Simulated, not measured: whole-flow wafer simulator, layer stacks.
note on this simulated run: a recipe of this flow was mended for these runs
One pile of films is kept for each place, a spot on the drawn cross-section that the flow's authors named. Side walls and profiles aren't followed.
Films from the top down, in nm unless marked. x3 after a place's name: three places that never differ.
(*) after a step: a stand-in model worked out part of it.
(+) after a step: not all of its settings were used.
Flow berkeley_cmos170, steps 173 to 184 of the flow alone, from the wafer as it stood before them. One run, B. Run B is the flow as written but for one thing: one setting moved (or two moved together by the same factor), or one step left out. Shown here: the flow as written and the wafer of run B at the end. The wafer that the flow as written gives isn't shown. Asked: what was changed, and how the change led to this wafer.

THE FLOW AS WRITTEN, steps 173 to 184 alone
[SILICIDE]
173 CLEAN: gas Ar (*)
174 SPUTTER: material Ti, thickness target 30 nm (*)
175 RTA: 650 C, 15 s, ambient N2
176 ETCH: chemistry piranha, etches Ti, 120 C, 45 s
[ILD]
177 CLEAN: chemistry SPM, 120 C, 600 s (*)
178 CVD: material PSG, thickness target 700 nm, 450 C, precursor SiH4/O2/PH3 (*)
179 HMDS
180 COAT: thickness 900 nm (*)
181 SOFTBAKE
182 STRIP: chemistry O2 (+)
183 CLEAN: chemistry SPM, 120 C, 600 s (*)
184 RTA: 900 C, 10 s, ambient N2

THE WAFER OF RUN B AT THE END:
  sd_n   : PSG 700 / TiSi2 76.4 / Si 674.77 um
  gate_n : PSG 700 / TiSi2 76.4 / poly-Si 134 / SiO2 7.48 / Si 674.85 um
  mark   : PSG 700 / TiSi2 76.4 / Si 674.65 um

The cause: step 174, SPUTTER: thickness target 41 nm was run, where the flow has thickness target 30 nm; step 176, ETCH: 61 s was run, where the flow has 45 s.

How the change led to this, step by step:
  174 SPUTTER: material Ti, thickness target 30 nm (*)
      field, mark, sd_n and 10 more: Ti +41 (new film) (as written it would be: Ti +30 (new film))
  175 RTA: 650 C, 15 s, ambient N2
      mark, sd_n, sd_p, contact, m1, via1, m2, via2: Ti -32, TiSi first +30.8 (new film), TiSi2 C49 +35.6 (new film), Si -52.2 (as written it would be: Ti -23.4, TiSi first +6.2 (new film), TiSi2 C49 +50.3 (new film), Si -49)
      gate_n, gate_p: Ti -32, TiSi first +30.8 (new film), TiSi2 C49 +35.6 (new film), poly-Si -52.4 (as written it would be: Ti -23.4, TiSi first +6.2 (new film), TiSi2 C49 +50.3 (new film), poly-Si -49.2)
  176 ETCH: chemistry piranha, etches Ti, 120 C, 45 s
      mark, sd_n, gate_n and 7 more: Ti -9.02 (all of it), TiSi first -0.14 (as written it would be: Ti -6.6 (all of it), TiSi first -0.1)
      field, spacer_n, spacer_p: Ti -41 (all of it) (as written it would be: Ti -30 (all of it))
  184 RTA: 900 C, 10 s, ambient N2
      mark, sd_n, sd_p, contact, m1, via1, m2, via2: under 1 film: TiSi2 +76.4 (new film), TiSi first -30.6 (all of it), TiSi2 C49 -35.6 (all of it), Si -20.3 (as written it would be: under 1 film: TiSi2 +55.9 (new film), TiSi first -6.09 (all of it), TiSi2 C49 -50.3 (all of it), Si -4.05)
      gate_n, gate_p: under 1 film: TiSi2 +76.4 (new film), TiSi first -30.6 (all of it), TiSi2 C49 -35.6 (all of it), poly-Si -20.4 (as written it would be: under 1 film: TiSi2 +55.9 (new film), TiSi first -6.09 (all of it), TiSi2 C49 -50.3 (all of it), poly-Si -4.06)
